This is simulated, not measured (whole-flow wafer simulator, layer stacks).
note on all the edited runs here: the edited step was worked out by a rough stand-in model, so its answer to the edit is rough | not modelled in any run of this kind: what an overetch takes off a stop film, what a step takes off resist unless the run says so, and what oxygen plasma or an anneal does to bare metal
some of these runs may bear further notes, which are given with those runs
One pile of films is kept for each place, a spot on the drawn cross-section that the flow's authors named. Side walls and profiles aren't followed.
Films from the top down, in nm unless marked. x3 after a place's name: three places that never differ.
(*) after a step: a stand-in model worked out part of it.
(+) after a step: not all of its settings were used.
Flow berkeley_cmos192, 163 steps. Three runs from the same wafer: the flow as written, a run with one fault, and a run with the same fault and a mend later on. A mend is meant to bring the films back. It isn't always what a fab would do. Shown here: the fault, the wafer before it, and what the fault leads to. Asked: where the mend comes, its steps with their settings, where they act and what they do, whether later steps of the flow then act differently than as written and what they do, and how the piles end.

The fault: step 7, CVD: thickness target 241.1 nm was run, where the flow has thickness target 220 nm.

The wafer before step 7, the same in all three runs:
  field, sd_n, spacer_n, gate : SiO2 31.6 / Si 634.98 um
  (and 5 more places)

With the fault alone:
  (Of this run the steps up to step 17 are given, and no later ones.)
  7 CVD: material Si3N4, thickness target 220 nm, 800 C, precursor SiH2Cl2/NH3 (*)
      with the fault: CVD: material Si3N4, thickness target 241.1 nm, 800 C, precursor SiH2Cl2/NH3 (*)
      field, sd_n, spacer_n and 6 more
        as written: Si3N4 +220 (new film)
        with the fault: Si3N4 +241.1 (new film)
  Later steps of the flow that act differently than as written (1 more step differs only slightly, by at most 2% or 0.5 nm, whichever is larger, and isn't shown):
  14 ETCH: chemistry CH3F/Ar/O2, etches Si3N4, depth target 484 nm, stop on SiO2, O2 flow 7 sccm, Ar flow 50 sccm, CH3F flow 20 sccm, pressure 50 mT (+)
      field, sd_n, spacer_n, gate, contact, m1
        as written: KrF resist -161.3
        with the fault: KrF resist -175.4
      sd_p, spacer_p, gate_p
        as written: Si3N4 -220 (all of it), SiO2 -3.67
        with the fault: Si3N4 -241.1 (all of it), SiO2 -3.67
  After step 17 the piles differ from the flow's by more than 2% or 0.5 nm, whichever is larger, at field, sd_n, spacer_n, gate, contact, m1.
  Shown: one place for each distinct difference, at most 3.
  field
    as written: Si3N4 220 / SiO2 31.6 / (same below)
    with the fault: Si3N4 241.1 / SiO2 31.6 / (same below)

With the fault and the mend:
  The mend comes after step 7.
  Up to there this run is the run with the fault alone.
  7a ETCH: chemistry h3po4, depth target 277.3 nm
      field, sd_n, spacer_n and 6 more
        Si3N4 -241.1 (all of it)
  7b CLEAN: chemistry SC1/SC2 (the flow's step 1 once more)
      changes no film at any place that is followed
  7c CVD: material Si3N4, thickness target 220 nm, 800 C, precursor SiH2Cl2/NH3 (*) (the flow's step 7 once more)
      field, sd_n, spacer_n and 6 more
        Si3N4 +220 (new film)
  No later step of the flow acts differently than as written at any place that is followed.
  At the end the piles are the same as the flow's at every place that both follow.
